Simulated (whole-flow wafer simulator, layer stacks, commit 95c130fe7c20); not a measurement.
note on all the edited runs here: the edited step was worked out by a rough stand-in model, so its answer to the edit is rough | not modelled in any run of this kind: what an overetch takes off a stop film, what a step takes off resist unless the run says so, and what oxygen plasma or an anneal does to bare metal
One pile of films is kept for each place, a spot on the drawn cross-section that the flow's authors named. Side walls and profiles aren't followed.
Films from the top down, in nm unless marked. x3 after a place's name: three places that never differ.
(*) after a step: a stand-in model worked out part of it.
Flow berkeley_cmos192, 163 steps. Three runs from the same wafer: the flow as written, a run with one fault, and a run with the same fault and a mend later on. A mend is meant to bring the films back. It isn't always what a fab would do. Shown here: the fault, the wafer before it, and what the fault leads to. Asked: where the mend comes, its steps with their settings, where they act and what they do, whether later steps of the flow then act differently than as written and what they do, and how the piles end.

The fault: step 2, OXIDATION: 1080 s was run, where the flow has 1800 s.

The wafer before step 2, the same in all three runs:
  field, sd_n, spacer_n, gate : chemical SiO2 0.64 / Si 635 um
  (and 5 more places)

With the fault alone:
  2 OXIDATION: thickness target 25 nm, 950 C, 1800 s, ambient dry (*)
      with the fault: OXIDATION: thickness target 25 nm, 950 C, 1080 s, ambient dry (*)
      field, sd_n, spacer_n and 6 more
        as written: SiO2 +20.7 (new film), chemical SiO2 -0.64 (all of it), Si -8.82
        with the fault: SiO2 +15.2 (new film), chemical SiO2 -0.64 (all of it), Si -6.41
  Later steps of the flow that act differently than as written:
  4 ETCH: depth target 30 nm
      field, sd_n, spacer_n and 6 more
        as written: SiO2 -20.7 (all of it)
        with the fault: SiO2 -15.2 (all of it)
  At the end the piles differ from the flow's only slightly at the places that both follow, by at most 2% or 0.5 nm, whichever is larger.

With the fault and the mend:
  The mend comes after step 2.
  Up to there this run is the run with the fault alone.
  2a OXIDATION: thickness target 25 nm, 950 C, 720 s, ambient dry (*) (the flow's step 2 once more, with other settings)
      field, sd_n, spacer_n and 6 more
        SiO2 +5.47, Si -2.41
  No later step of the flow acts differently than as written at any place that is followed.
  At the end the piles are the same as the flow's at every place that both follow.
